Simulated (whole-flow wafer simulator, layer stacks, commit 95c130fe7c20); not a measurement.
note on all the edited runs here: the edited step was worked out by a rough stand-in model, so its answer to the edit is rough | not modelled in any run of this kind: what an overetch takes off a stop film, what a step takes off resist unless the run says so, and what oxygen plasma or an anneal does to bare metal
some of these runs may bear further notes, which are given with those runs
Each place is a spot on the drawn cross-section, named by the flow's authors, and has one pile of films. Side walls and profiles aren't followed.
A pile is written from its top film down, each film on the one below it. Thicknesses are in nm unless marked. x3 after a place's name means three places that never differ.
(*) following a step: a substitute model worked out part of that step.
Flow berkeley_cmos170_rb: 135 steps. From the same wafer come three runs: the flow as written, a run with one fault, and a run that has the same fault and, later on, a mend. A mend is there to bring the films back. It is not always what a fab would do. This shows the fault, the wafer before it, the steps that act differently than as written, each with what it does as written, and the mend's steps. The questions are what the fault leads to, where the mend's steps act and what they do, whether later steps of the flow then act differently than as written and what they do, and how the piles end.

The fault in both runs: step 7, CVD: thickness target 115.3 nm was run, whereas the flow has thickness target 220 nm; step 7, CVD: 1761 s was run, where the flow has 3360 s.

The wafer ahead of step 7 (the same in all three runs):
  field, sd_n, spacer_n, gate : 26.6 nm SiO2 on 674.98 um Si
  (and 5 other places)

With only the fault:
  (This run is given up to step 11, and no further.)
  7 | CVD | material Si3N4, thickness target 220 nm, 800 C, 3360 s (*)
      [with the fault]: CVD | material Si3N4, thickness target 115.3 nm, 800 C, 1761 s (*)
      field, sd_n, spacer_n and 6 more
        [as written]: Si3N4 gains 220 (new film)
        [with the fault]: Si3N4 gains 115.3 (new film)
  None of the later steps of the flow up to step 11 acts differently than as written at any place that is followed.
  After step 11, at field, sd_n, spacer_n and 6 more, the piles differ from the flow's by more than 2% or 0.5 nm, whichever is larger.
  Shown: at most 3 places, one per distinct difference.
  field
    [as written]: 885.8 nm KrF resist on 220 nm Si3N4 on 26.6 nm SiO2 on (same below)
    [with the fault]: 885.8 nm KrF resist on 115.3 nm Si3N4 on 26.6 nm SiO2 on (same below)
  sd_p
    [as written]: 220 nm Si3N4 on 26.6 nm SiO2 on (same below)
    [with the fault]: 115.3 nm Si3N4 on 26.6 nm SiO2 on (same below)

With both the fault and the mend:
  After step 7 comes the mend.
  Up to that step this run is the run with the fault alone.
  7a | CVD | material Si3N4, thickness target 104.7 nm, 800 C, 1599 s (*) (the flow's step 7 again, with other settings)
      field, sd_n, spacer_n and 6 more
        Si3N4 gains 104.7
  None of the later steps of the flow acts differently than as written at any place that is followed.
  At every place that both follow, the piles at the end match the flow's.
